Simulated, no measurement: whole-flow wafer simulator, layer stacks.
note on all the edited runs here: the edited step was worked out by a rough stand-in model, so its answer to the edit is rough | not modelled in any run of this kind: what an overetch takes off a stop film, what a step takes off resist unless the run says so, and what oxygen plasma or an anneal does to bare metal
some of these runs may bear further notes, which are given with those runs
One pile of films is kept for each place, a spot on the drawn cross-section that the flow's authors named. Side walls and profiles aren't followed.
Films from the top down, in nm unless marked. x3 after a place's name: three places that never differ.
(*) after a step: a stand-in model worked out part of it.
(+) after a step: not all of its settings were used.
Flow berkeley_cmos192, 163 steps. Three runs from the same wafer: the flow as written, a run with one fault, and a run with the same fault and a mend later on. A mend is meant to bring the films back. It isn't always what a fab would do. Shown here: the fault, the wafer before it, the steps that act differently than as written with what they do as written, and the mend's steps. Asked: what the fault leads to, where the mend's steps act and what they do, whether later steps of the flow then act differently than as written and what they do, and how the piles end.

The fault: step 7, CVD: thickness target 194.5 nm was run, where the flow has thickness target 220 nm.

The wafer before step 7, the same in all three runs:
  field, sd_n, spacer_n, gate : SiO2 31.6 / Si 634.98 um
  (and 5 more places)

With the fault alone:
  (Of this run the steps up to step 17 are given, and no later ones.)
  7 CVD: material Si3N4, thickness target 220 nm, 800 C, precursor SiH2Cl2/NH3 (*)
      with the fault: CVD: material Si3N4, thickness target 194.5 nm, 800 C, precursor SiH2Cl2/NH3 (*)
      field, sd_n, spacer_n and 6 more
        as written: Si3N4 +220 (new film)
        with the fault: Si3N4 +194.5 (new film)
  Later steps of the flow that act differently than as written:
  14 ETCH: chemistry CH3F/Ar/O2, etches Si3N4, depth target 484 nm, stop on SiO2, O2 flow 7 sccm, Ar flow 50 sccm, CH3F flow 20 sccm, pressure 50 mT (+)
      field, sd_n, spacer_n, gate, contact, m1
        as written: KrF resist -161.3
        with the fault: KrF resist -144.3
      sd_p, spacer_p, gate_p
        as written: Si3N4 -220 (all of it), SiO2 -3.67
        with the fault: Si3N4 -194.5 (all of it), SiO2 -3.67
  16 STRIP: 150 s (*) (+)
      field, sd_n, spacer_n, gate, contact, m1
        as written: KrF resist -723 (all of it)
        with the fault: KrF resist -740 (all of it)
  After step 17 the piles differ from the flow's by more than 2% or 0.5 nm, whichever is larger, at field, sd_n, spacer_n, gate, contact, m1.
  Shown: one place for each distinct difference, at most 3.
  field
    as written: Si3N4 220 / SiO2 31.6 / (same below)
    with the fault: Si3N4 194.5 / SiO2 31.6 / (same below)

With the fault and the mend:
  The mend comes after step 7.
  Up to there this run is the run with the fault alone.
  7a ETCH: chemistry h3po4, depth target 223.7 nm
      field, sd_n, spacer_n and 6 more
        Si3N4 -194.5 (all of it)
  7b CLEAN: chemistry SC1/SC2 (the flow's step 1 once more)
      changes no film at any place that is followed
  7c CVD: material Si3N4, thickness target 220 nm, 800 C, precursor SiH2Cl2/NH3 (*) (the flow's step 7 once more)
      field, sd_n, spacer_n and 6 more
        Si3N4 +220 (new film)
  No later step of the flow acts differently than as written at any place that is followed.
  At the end the piles are the same as the flow's at every place that both follow.
